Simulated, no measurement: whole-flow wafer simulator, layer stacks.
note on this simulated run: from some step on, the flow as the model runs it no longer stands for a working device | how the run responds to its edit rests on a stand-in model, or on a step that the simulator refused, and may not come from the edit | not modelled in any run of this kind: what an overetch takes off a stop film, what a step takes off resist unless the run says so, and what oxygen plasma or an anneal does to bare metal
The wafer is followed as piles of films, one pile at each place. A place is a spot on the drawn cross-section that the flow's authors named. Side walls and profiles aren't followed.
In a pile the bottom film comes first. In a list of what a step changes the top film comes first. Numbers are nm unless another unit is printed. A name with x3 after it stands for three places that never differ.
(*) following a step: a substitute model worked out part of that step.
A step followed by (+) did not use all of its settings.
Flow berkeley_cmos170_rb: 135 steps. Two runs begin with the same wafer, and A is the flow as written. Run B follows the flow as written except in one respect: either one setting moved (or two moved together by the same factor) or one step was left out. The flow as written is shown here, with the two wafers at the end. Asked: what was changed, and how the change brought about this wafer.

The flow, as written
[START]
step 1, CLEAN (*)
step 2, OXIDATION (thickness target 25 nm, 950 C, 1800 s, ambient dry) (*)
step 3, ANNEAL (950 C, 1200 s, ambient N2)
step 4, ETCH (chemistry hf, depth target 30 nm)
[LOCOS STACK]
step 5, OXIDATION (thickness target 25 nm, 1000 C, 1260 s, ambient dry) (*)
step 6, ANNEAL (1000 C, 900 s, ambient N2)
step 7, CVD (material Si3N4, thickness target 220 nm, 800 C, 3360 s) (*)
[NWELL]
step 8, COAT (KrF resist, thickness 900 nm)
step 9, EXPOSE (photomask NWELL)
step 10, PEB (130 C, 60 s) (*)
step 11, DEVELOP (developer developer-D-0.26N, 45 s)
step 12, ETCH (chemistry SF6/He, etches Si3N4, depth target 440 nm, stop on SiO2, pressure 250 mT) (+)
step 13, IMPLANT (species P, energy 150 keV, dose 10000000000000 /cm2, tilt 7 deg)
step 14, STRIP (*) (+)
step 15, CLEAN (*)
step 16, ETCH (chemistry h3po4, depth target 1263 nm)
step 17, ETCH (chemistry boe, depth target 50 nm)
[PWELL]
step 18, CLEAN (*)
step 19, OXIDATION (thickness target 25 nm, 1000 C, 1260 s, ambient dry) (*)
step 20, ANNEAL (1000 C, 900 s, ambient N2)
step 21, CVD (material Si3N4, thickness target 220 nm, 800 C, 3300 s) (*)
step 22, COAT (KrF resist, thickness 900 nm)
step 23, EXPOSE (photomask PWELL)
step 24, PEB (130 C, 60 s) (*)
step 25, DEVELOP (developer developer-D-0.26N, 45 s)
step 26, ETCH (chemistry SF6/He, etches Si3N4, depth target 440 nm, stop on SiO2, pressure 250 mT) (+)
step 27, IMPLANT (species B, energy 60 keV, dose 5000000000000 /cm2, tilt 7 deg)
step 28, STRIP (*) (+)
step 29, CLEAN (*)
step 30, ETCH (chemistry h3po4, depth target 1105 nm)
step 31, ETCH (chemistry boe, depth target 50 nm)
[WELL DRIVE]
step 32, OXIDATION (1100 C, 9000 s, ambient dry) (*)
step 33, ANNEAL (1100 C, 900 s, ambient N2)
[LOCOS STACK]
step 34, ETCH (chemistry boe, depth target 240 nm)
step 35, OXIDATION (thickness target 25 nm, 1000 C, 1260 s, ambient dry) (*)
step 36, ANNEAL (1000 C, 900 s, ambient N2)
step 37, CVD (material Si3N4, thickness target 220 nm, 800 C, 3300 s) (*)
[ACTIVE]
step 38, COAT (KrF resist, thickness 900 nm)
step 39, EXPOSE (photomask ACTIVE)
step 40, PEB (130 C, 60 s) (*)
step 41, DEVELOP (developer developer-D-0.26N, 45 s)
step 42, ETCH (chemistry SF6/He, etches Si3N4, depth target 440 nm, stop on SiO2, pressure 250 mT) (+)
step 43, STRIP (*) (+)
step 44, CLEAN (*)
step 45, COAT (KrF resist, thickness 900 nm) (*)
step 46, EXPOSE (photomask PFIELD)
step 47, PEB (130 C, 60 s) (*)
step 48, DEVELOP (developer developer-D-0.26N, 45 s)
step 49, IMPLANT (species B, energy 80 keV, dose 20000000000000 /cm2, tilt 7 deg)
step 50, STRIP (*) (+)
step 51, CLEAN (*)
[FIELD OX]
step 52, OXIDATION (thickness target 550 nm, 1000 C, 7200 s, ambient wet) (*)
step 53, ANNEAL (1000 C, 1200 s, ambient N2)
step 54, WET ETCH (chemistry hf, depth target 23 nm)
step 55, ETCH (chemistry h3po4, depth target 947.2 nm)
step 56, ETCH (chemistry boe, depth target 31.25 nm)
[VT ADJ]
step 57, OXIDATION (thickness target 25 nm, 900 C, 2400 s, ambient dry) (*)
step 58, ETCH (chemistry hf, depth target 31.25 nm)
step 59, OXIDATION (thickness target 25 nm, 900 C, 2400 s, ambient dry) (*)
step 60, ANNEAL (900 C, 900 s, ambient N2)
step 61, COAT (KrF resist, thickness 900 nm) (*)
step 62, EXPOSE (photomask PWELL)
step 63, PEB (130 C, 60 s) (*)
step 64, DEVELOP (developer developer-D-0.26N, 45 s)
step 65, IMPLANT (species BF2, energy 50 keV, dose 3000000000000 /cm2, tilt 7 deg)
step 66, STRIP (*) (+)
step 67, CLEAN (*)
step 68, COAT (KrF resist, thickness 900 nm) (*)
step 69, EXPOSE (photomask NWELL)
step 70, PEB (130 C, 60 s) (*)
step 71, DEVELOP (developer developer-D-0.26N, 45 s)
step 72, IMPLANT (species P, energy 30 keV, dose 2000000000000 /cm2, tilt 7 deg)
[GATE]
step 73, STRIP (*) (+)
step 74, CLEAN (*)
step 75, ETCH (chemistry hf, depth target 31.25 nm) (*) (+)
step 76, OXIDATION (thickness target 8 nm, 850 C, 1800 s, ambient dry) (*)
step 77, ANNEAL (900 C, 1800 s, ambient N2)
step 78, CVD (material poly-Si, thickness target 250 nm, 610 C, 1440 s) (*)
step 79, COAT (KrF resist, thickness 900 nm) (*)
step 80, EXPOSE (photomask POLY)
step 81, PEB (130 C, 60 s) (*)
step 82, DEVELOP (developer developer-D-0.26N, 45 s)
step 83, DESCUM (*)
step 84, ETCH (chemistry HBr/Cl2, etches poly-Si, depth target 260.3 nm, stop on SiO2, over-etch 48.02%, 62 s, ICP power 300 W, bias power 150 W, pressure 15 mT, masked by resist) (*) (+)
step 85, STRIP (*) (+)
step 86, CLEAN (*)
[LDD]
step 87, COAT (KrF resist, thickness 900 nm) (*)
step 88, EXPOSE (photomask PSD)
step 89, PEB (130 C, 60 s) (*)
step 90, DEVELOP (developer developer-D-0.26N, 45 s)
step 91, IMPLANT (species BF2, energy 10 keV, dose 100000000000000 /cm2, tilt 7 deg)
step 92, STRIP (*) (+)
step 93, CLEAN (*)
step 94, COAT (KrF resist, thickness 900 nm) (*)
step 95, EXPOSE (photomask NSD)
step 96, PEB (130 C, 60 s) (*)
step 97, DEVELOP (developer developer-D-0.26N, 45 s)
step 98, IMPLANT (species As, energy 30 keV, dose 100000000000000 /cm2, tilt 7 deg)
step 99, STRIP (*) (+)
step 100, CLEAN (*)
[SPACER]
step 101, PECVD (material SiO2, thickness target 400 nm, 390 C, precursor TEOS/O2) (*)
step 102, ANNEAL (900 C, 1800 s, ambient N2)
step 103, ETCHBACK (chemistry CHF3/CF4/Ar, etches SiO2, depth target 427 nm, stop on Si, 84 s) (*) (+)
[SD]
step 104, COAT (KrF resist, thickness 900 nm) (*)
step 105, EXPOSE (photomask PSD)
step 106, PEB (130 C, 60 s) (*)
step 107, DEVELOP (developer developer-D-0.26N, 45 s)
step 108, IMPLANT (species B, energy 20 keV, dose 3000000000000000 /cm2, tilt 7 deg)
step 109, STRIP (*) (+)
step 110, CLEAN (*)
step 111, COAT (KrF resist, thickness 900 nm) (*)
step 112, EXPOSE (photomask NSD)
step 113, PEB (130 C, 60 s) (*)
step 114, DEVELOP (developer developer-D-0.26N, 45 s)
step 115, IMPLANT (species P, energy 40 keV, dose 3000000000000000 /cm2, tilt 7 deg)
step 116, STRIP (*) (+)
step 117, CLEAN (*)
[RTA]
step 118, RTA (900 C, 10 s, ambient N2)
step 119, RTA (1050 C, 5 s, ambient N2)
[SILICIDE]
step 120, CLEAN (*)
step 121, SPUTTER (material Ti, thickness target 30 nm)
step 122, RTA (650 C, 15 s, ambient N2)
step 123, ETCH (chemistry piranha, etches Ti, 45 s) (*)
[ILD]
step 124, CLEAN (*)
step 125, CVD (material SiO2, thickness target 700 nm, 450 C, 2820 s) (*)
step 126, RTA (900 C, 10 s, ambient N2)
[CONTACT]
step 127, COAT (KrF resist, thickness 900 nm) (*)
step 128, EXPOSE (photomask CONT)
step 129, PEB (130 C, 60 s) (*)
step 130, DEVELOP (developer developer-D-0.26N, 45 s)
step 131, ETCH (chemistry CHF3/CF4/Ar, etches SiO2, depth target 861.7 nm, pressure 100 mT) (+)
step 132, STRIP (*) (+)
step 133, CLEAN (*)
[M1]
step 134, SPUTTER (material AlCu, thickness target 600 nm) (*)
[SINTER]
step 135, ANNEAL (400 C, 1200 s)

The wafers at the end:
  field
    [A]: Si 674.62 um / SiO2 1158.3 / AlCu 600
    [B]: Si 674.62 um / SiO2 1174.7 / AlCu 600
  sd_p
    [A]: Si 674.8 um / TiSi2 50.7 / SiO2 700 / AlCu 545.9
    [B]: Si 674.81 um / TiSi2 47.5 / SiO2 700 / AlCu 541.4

The reason: step 58, ETCH: depth target 14.75 nm was run, though the flow has depth target 31.25 nm.

How this came from the change, step by step:
  step 58, ETCH (chemistry hf, depth target 31.25 nm)
      field: A -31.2 SiO2 | B -14.8 SiO2
  step 121, SPUTTER (material Ti, thickness target 30 nm)
      sd_p: A +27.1 Ti (new film) | B +25.4 Ti (new film)
  step 122, RTA (650 C, 15 s, ambient N2)
      sd_p: A -21.1 Ti, +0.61 TiSi first (new film), +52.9 TiSi2 C49 (new film), -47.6 Si | B -19.8 Ti, +50.4 TiSi2 C49 (new film), -45 Si
  step 126, RTA (900 C, 10 s, ambient N2)
      sd_p: A under 1 film: +50.7 TiSi2 (new film), -0.61 TiSi first (all of it), -52.9 TiSi2 C49 (all of it), -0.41 Si | B under 1 film: +47.5 TiSi2 (new film), -50.4 TiSi2 C49 (all of it)
